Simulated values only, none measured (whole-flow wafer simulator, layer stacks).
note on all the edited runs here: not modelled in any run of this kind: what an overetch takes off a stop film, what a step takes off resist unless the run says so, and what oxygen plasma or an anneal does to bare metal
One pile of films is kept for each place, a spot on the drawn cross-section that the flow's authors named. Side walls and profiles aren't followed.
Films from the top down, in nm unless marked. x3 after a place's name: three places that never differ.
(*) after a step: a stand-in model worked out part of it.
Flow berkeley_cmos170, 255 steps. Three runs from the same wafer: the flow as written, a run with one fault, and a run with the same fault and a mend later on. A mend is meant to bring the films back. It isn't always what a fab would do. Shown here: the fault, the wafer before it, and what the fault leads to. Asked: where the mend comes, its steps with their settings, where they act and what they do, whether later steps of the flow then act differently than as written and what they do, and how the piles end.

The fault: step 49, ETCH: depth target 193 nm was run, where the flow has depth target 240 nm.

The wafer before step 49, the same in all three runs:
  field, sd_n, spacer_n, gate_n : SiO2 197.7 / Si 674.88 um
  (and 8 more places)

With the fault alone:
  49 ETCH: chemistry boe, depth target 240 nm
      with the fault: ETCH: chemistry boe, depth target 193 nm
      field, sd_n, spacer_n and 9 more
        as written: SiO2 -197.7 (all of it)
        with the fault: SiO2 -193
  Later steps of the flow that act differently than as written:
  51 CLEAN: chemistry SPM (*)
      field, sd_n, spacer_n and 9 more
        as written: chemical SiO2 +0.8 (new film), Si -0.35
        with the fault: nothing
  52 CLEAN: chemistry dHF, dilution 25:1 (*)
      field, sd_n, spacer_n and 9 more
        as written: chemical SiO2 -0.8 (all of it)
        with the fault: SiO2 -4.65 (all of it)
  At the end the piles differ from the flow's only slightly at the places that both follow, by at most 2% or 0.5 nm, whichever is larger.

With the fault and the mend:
  The mend comes after step 50.
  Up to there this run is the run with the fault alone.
  50a ETCH: chemistry boe, depth target 47 nm (the flow's step 49 once more, with other settings)
      field, sd_n, spacer_n and 9 more
        SiO2 -4.65 (all of it)
  No later step of the flow acts differently than as written at any place that is followed.
  At the end the piles are the same as the flow's at every place that both follow.
